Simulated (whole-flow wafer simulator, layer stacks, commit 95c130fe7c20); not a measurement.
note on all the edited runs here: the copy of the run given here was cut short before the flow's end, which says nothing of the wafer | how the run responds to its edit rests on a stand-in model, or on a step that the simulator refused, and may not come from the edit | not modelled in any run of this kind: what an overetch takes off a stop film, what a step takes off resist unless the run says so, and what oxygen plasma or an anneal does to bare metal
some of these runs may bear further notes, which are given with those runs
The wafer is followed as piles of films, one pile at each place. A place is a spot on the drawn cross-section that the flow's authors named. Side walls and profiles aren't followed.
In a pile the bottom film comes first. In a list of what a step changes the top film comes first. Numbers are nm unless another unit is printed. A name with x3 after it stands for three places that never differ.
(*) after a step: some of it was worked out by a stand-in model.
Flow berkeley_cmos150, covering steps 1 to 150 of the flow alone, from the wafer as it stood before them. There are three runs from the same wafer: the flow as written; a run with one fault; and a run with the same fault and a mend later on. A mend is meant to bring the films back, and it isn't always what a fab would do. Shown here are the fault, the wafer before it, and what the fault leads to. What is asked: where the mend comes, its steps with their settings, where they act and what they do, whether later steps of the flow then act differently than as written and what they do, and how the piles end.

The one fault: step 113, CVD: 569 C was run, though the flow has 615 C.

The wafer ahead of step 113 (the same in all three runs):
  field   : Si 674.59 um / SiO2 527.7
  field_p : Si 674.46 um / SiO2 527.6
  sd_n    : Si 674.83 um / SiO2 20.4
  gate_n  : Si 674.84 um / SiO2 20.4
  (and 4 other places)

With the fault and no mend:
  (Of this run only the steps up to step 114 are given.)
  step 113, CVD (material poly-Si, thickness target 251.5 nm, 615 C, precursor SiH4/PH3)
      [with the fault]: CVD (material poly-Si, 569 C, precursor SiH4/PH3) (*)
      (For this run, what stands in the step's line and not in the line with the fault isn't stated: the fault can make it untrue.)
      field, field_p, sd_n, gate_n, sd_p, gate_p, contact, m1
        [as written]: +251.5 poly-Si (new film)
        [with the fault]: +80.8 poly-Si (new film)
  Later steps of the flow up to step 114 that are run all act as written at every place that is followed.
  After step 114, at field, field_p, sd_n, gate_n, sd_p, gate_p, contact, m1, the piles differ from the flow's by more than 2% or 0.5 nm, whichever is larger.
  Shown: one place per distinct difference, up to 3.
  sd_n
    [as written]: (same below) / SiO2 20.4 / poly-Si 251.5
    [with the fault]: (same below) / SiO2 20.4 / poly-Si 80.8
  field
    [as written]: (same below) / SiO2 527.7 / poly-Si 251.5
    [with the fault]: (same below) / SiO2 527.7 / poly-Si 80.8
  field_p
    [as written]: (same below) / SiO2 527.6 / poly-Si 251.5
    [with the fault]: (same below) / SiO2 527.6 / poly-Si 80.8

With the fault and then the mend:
  The mend stands after step 113.
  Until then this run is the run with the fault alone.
  step 113a, CVD (material poly-Si, thickness target 170.7 nm, 615 C, precursor SiH4/PH3) (*) (a further turn of the flow's step 113, with different settings)
      field, field_p, sd_n, gate_n, sd_p, gate_p, contact, m1
        +170.7 poly-Si
  Later steps of the flow that are run all act as written at every place that is followed, up to a difference of at most 2% or 0.5 nm, whichever is larger.
  When the end is reached, the piles differ only a little from the flow's at the places that both follow, at most by 2% or 0.5 nm, whichever is larger.
